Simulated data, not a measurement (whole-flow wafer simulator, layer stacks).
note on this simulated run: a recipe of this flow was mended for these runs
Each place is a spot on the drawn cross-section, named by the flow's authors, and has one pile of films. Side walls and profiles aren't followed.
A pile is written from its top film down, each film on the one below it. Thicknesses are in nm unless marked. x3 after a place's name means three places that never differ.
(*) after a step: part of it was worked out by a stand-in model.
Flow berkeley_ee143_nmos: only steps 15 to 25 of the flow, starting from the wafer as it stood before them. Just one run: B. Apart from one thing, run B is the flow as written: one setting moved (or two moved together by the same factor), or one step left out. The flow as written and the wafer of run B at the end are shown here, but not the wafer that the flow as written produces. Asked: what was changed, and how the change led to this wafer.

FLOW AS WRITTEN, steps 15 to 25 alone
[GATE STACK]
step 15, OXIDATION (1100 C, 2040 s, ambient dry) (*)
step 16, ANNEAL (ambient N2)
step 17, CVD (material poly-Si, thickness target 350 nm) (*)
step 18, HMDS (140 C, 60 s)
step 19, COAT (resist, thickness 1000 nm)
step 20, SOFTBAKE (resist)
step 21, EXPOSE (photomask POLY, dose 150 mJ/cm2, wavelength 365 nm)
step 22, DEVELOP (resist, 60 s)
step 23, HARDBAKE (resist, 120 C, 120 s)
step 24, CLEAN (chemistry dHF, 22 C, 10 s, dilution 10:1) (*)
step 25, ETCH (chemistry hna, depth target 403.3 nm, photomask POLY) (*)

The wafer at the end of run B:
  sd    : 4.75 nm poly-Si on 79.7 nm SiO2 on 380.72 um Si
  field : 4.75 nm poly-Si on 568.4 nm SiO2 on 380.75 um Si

What caused this: step 25, ETCH: depth target 345.3 nm was run, though the flow has depth target 403.3 nm.

How this came from the change, step by step:
  step 25, ETCH (chemistry hna, depth target 403.3 nm, photomask POLY) (*)
      sd, contact, field: poly-Si loses 345.3 (in the flow as written it would be: poly-Si loses 350 (all of it), SiO2 loses 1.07)
